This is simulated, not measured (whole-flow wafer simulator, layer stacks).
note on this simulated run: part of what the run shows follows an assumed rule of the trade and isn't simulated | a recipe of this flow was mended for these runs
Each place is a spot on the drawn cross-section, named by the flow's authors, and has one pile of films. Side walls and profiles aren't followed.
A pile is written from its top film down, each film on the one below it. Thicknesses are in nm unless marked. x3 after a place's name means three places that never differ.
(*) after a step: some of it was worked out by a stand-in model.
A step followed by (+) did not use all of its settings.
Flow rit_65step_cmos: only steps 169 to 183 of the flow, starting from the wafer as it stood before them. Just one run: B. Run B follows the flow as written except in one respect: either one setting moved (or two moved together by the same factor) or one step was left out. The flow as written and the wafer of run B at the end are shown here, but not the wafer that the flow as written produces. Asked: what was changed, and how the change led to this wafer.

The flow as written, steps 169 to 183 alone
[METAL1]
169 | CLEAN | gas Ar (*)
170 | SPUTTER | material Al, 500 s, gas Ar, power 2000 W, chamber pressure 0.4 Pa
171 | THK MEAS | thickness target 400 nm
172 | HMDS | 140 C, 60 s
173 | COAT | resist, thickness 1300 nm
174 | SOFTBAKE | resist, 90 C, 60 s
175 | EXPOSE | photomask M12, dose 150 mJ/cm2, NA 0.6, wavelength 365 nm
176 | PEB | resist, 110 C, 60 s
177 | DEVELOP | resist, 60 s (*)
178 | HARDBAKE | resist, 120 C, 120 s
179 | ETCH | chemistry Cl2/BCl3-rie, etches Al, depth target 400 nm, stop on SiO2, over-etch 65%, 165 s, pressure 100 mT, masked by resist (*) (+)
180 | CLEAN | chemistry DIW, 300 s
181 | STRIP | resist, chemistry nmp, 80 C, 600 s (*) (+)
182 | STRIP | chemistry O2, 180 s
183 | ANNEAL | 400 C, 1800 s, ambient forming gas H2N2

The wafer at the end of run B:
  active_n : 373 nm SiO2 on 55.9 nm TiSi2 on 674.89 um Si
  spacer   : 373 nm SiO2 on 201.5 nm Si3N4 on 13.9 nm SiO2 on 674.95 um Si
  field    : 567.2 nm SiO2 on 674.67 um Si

Cause: step 170, SPUTTER: power 2510 W was run, though the flow has power 2000 W.

How this came from the change, step by step:
  170 | SPUTTER | material Al, 500 s, gas Ar, power 2000 W, chamber pressure 0.4 Pa
      field, field_pw, field_nw and 10 more: +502 Al (new film) (it would be, as written: +400 Al (new film))
      contact: +313 Al (new film) (it would be, as written: +255.4 Al (new film))
  173 | COAT | resist, thickness 1300 nm
      contact: +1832 resist (new film) (it would be, as written: +1785.1 resist (new film))
  176 | PEB | resist, 110 C, 60 s
      contact: -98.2 resist (it would be, as written: -95.5 resist)
  178 | HARDBAKE | resist, 120 C, 120 s
      contact: -64 resist (it would be, as written: -62.1 resist)
  179 | ETCH | chemistry Cl2/BCl3-rie, etches Al, depth target 400 nm, stop on SiO2, over-etch 65%, 165 s, pressure 100 mT, masked by resist (*) (+)
      field, field_pw, field_nw and 9 more: -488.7 Al (all of it), -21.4 SiO2 (it would be, as written: -386.7 Al (all of it), -34.2 SiO2)
  181 | STRIP | resist, chemistry nmp, 80 C, 600 s (*) (+)
      contact: -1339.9 resist (all of it) (it would be, as written: -1297.5 resist (all of it))
